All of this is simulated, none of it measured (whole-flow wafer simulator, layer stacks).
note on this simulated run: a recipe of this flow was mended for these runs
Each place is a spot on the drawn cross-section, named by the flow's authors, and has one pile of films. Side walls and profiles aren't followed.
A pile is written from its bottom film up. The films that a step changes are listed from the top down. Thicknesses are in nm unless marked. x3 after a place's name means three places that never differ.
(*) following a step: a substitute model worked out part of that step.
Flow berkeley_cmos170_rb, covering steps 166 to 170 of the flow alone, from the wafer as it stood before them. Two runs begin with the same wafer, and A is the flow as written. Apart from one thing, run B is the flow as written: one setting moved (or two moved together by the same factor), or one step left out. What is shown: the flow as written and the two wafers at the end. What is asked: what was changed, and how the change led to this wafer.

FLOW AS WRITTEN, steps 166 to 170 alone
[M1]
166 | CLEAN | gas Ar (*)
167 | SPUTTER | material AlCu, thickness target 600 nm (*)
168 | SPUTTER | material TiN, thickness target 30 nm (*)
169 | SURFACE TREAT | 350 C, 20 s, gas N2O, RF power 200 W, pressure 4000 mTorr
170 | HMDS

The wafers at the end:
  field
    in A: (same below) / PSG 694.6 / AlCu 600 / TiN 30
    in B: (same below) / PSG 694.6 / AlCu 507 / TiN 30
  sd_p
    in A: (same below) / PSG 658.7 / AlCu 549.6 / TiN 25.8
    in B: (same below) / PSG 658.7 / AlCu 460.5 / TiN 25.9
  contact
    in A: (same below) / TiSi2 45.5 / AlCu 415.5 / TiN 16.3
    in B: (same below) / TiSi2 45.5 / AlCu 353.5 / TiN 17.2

The reason: step 167, SPUTTER: thickness target 507 nm was run, whereas the flow has thickness target 600 nm.
The wafer itself shows it: field has AlCu 507, and step 167 as written asks for 600 nm.

The path from the change to this, step by step:
  167 | SPUTTER | material AlCu, thickness target 600 nm (*)
      field, sd_n, spacer_n, gate, spacer_p, gate_p, m1: A AlCu gains 600 (new film) | B AlCu gains 507 (new film)
      sd_p: A AlCu gains 549.6 (new film) | B AlCu gains 460.5 (new film)
      (also at 1 further place)
  168 | SPUTTER | material TiN, thickness target 30 nm (*)
      contact: A TiN gains 16.3 (new film) | B TiN gains 17.2 (new film)
